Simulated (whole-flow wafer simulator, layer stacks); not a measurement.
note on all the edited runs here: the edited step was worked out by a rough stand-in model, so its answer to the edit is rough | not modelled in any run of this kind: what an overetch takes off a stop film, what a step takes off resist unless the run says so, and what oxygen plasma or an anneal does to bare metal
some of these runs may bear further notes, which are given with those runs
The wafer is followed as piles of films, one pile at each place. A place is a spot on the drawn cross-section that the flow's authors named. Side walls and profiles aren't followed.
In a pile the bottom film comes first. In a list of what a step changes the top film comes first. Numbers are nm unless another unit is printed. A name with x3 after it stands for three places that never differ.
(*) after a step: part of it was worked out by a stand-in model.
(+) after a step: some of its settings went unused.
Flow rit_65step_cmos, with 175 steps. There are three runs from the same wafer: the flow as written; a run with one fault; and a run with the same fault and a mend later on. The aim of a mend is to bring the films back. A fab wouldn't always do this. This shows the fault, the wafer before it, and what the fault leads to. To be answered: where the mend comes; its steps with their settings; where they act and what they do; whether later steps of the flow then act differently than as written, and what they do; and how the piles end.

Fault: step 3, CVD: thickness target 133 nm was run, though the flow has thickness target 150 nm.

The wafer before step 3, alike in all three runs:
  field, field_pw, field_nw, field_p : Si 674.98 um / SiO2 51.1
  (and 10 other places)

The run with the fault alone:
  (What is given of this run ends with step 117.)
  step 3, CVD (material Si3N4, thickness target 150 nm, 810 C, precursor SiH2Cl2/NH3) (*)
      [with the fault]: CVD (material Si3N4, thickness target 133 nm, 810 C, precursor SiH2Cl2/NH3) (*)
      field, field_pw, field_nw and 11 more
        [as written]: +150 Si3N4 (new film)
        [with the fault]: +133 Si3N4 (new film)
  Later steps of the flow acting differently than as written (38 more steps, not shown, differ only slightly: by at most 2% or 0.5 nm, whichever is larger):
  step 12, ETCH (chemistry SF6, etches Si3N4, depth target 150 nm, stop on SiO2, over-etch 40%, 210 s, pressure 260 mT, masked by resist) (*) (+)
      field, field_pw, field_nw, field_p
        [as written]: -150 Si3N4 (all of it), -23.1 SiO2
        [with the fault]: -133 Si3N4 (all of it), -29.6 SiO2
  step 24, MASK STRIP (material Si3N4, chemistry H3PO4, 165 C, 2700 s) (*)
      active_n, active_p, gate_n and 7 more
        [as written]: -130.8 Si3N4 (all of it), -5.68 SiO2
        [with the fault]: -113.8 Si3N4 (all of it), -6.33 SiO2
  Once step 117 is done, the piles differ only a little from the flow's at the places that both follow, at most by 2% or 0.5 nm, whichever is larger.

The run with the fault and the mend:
  The mend stands after step 4.
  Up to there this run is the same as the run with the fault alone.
  step 4a, ETCH (chemistry h3po4, depth target 153 nm)
      field, field_pw, field_nw and 11 more
        -133 Si3N4 (all of it)
  step 4b, CLEAN (chemistry SC2, 75 C, 600 s)
      leaves every film unchanged at each place that is followed
  step 4c, CVD (material Si3N4, thickness target 150 nm, 810 C, precursor SiH2Cl2/NH3) (*) (the flow's step 3, run once more)
      field, field_pw, field_nw and 11 more
        +150 Si3N4 (new film)
  Every later step of the flow that is run acts as written at every place that is followed.
  The piles end the same as the flow's at every place that both follow.
